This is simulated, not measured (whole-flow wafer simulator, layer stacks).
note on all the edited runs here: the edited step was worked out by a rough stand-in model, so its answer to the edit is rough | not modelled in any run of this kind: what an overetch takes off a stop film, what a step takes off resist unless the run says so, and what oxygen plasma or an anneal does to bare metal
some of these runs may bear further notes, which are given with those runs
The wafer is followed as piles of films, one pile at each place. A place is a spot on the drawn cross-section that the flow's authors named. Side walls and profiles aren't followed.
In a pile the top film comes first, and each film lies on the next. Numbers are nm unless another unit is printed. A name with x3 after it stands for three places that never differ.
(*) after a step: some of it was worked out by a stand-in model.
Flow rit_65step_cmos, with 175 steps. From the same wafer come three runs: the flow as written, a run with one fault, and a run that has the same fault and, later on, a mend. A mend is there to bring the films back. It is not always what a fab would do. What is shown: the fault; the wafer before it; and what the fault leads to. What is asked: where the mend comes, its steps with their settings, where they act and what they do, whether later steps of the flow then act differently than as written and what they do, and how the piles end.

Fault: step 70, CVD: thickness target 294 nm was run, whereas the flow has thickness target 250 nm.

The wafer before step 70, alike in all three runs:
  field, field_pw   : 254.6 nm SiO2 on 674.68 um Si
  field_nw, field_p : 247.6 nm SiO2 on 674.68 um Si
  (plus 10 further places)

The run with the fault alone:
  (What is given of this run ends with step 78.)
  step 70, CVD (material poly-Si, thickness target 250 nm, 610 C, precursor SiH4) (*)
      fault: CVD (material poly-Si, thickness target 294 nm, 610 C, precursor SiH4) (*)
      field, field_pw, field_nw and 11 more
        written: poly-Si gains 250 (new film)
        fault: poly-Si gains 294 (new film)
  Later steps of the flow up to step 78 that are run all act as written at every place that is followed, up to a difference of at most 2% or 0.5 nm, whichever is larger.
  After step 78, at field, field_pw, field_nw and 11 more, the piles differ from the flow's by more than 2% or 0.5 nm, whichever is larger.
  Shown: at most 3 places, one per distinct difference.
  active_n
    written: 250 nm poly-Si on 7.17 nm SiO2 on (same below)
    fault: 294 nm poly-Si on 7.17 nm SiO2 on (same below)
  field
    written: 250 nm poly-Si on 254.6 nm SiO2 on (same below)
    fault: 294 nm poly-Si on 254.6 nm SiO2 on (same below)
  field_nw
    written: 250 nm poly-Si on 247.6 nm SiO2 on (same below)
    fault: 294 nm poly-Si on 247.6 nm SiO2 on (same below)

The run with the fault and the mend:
  After step 71 comes the mend.
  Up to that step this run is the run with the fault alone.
  step 71a, ETCH (chemistry tmah, depth target 338.1 nm)
      field, field_pw, field_nw and 11 more
        poly-Si loses 294 (all of it)
  step 71b, CLEAN (chemistry SC2, 75 C, 600 s) (a further turn of the flow's step 66)
      does not change any film at any place that is followed
  step 71c, CVD (material poly-Si, thickness target 250 nm, 610 C, precursor SiH4) (*) (a further turn of the flow's step 70)
      field, field_pw, field_nw and 11 more
        poly-Si gains 250 (new film)
  Later steps of the flow that are run all act as written at every place that is followed.
  By the end, the piles equal the flow's at every place that both follow.
